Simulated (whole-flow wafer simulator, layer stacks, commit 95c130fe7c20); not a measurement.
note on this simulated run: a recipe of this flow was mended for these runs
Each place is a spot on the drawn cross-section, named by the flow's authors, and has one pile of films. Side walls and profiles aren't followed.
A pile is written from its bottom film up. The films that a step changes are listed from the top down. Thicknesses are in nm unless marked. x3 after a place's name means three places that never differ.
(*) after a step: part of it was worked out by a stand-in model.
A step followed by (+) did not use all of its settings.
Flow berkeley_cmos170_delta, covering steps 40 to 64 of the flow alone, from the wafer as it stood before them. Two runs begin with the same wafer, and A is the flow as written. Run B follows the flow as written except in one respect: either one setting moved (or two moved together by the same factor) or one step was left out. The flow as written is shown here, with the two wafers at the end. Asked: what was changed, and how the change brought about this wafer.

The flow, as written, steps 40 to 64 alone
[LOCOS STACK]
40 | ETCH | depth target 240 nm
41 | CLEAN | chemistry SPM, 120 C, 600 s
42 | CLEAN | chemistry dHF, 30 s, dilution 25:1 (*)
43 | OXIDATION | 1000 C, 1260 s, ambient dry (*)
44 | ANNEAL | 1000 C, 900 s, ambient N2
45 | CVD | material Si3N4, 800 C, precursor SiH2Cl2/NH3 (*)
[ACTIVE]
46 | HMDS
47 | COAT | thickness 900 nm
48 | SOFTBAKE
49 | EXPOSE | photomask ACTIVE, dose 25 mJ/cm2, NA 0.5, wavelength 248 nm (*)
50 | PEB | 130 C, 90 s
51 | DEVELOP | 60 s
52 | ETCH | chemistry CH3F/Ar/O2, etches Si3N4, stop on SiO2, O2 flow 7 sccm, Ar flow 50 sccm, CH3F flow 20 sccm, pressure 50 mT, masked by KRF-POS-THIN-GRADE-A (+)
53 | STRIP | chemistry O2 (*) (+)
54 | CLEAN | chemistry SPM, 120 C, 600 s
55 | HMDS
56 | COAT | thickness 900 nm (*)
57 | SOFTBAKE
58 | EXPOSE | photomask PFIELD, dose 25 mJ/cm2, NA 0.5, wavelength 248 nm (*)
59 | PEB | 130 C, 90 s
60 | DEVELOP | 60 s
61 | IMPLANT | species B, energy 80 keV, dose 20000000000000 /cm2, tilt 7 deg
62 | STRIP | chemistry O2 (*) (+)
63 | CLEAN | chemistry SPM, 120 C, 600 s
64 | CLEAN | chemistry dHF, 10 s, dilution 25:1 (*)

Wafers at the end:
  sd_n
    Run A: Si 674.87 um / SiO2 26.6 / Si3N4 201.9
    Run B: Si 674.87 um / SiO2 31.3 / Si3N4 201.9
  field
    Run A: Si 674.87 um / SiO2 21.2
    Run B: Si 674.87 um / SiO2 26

What caused this: step 43, OXIDATION: 1019 C was run, whereas the flow has 1000 C.

Step by step, how the change led to this:
  43 | OXIDATION | 1000 C, 1260 s, ambient dry (*)
      field, sd_n, spacer_n and 6 more: A +26.6 SiO2 (new film), -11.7 Si | B +31.3 SiO2 (new film), -13.8 Si
